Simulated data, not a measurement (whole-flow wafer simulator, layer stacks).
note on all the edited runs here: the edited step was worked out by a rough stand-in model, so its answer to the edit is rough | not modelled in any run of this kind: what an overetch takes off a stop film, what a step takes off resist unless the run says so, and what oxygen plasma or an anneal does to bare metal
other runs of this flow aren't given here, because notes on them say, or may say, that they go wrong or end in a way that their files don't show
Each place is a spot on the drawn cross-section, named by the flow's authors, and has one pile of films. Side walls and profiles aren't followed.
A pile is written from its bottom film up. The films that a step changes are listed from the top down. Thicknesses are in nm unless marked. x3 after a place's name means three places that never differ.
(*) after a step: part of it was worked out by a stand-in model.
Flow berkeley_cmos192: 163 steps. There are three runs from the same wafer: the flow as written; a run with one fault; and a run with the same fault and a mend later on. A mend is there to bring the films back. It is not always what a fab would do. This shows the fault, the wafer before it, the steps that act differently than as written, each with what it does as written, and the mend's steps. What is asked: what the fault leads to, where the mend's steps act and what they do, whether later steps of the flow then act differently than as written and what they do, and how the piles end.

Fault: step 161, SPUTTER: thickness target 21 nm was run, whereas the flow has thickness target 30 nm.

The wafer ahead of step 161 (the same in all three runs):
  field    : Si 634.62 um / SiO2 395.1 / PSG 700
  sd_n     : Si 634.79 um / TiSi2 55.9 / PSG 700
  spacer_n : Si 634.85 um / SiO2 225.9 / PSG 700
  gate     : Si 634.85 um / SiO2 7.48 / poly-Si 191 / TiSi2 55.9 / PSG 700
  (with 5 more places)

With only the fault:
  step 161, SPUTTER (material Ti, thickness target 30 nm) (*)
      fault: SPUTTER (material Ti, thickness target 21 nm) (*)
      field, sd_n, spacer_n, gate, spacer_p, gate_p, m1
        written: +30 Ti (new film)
        fault: +21 Ti (new film)
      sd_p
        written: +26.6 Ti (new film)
        fault: +18.6 Ti (new film)
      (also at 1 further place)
  Every later step of the flow that is run acts as written, at every place that is followed, to within 2% or 0.5 nm, whichever is larger.
  By the end, the piles at field, sd_n, spacer_n and 6 more depart from the flow's by more than 2% or 0.5 nm, whichever is larger.
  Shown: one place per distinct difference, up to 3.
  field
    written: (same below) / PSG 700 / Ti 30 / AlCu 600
    fault: (same below) / PSG 700 / Ti 21 / AlCu 600
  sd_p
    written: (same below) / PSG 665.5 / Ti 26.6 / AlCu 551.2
    fault: (same below) / PSG 665.5 / Ti 18.6 / AlCu 551.7
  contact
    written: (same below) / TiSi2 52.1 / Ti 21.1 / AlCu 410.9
    fault: (same below) / TiSi2 52.1 / Ti 14.8 / AlCu 412.3

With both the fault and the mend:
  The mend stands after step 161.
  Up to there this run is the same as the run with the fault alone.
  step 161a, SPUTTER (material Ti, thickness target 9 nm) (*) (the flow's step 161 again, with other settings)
      field, sd_n, spacer_n, gate, spacer_p, gate_p, m1
        +9 Ti
      sd_p
        +7.97 Ti
      contact
        +6.28 Ti
  Every later step of the flow that is run acts as written at every place that is followed.
  At the end the piles are close to the flow's at the places that both follow, differing by at most 2% or 0.5 nm, whichever is larger.
